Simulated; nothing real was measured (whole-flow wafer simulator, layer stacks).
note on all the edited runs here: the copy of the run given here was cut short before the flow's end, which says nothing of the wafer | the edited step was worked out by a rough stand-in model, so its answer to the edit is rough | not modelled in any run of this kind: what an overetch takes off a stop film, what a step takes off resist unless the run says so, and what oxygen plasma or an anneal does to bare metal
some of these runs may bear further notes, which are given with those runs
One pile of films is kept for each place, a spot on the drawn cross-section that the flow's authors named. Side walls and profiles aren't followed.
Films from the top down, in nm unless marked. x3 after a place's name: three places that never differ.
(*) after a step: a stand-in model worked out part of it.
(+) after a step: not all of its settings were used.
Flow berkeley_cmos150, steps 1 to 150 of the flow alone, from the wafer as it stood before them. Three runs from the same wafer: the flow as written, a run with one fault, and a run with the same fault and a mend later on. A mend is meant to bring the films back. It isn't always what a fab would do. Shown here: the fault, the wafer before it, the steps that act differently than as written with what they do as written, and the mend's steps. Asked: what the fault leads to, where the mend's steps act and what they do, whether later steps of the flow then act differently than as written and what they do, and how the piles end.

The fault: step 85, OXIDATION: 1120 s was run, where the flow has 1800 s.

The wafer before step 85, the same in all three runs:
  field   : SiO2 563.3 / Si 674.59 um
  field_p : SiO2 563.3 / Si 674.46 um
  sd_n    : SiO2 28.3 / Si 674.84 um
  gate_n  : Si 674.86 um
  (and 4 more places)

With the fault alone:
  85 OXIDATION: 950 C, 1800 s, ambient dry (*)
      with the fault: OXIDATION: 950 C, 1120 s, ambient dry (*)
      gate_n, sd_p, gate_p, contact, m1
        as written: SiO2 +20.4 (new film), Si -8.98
        with the fault: SiO2 +15.3 (new film), Si -6.73
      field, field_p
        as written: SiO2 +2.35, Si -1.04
        with the fault: SiO2 +1.46, Si -0.64
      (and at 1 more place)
  Later steps of the flow that act differently than as written (22 more steps differ only slightly, by at most 2% or 0.5 nm, whichever is larger, and aren't shown):
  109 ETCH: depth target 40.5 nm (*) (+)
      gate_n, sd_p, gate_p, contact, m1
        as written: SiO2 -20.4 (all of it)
        with the fault: SiO2 -15.3 (all of it)
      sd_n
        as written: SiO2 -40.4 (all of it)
        with the fault: SiO2 -36.4 (all of it)
  At the end the piles differ from the flow's only slightly at the places that both follow, by at most 2% or 0.5 nm, whichever is larger.

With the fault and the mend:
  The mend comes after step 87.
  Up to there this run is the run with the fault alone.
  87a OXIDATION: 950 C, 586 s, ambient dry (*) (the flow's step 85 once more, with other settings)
      gate_n, sd_p, gate_p, contact, m1
        SiO2 +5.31, Si -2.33
      field, field_p
        SiO2 +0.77, Si -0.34
      sd_n
        SiO2 +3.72, Si -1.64
  No later step of the flow acts differently than as written, at any place that is followed, by more than 2% or 0.5 nm, whichever is larger.
  At the end the piles differ from the flow's only slightly at the places that both follow, by at most 2% or 0.5 nm, whichever is larger.
